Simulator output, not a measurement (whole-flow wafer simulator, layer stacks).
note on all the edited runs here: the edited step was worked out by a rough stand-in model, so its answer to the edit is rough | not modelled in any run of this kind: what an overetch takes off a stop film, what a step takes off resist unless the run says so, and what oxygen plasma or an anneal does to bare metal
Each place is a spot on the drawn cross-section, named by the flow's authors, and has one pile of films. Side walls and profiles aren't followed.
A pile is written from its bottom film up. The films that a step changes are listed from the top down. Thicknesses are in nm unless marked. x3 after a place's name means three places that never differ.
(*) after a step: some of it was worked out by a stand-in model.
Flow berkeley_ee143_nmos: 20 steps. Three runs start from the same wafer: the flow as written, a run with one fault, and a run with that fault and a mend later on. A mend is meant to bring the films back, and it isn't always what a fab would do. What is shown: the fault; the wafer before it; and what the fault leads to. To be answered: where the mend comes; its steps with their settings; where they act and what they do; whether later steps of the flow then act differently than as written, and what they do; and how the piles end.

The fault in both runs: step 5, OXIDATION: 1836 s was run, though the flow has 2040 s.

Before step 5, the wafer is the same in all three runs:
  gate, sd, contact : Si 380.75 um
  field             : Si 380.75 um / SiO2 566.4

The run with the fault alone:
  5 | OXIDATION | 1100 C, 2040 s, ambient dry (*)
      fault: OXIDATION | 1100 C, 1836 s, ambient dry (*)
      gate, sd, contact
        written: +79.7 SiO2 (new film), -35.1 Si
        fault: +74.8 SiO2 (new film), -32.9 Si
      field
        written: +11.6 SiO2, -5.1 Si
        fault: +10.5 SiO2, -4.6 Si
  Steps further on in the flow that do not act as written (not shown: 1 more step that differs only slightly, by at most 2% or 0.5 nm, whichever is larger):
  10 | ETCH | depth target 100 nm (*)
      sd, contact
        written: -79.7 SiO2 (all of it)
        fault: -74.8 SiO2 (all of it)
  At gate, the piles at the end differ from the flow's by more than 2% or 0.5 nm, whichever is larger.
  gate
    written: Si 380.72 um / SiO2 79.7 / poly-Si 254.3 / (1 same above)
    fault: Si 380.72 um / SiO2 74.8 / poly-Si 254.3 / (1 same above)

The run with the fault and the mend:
  The mend stands after step 5.
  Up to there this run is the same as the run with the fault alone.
  5a | OXIDATION | 1100 C, 204 s, ambient dry (*) (the flow's step 5, run once more with other settings)
      gate, sd, contact
        +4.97 SiO2, -2.19 Si
      field
        +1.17 SiO2, -0.51 Si
  None of the later steps of the flow differs from how it acts as written, at any place that is followed, by more than 2% or 0.5 nm, whichever is larger.
  The piles end only slightly different from the flow's at the places that both follow, by no more than 2% or 0.5 nm, whichever is larger.
